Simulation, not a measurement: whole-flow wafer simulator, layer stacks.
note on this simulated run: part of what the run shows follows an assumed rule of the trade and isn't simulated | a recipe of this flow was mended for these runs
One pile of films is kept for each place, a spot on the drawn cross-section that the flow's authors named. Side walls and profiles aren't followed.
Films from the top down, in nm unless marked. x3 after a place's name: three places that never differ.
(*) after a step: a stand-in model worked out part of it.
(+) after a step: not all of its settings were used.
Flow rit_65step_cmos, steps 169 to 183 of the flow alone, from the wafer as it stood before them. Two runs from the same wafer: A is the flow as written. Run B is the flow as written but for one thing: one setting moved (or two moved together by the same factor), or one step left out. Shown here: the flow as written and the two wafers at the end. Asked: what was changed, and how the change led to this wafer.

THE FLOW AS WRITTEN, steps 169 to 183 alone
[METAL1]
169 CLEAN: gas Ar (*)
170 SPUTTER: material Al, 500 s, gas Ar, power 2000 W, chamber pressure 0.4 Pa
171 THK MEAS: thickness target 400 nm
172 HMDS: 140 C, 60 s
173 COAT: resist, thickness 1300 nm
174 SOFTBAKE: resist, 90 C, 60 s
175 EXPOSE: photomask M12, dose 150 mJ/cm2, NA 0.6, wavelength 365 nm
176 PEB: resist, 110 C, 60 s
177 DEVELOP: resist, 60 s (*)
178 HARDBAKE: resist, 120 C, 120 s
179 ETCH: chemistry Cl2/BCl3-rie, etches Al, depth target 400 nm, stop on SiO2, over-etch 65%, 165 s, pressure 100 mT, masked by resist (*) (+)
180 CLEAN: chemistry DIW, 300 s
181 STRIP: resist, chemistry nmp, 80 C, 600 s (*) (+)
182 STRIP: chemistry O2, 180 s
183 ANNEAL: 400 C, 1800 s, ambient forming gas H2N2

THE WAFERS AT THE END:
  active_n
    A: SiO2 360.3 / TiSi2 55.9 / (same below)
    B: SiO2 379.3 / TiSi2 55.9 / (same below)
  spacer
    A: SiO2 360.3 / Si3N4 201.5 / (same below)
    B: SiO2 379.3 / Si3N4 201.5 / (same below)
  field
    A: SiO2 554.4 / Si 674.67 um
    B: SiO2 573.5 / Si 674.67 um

The cause: step 170, SPUTTER: 700 s was run, where the flow has 500 s; step 177, DEVELOP: 83.2 s was run, where the flow has 60 s.

How the change led to this, step by step:
  170 SPUTTER: material Al, 500 s, gas Ar, power 2000 W, chamber pressure 0.4 Pa
      field, field_pw, field_nw and 10 more: A Al +400 (new film) | B Al +560 (new film)
      contact: A Al +255.4 (new film) | B Al +344.1 (new film)
  173 COAT: resist, thickness 1300 nm
      contact: A resist +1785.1 (new film) | B resist +1863.2 (new film)
  176 PEB: resist, 110 C, 60 s
      contact: A resist -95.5 | B resist -99.9
  177 DEVELOP: resist, 60 s (*)
      active_n, active_p: A resist -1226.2 (all of it), Al -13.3 | B resist -1227.3 (all of it), Al -21.1
      field: A resist -1291.6 (all of it), Al -13.3 | B resist -1292.9 (all of it), Al -21.1
      (and at 9 more places)
  178 HARDBAKE: resist, 120 C, 120 s
      contact: A resist -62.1 | B resist -65.2
  179 ETCH: chemistry Cl2/BCl3-rie, etches Al, depth target 400 nm, stop on SiO2, over-etch 65%, 165 s, pressure 100 mT, masked by resist (*) (+)
      field, field_pw, field_nw and 9 more: A Al -386.7 (all of it), SiO2 -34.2 | B Al -538.9 (all of it), SiO2 -15.1
  181 STRIP: resist, chemistry nmp, 80 C, 600 s (*) (+)
      contact: A resist -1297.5 (all of it) | B resist -1368.1 (all of it)
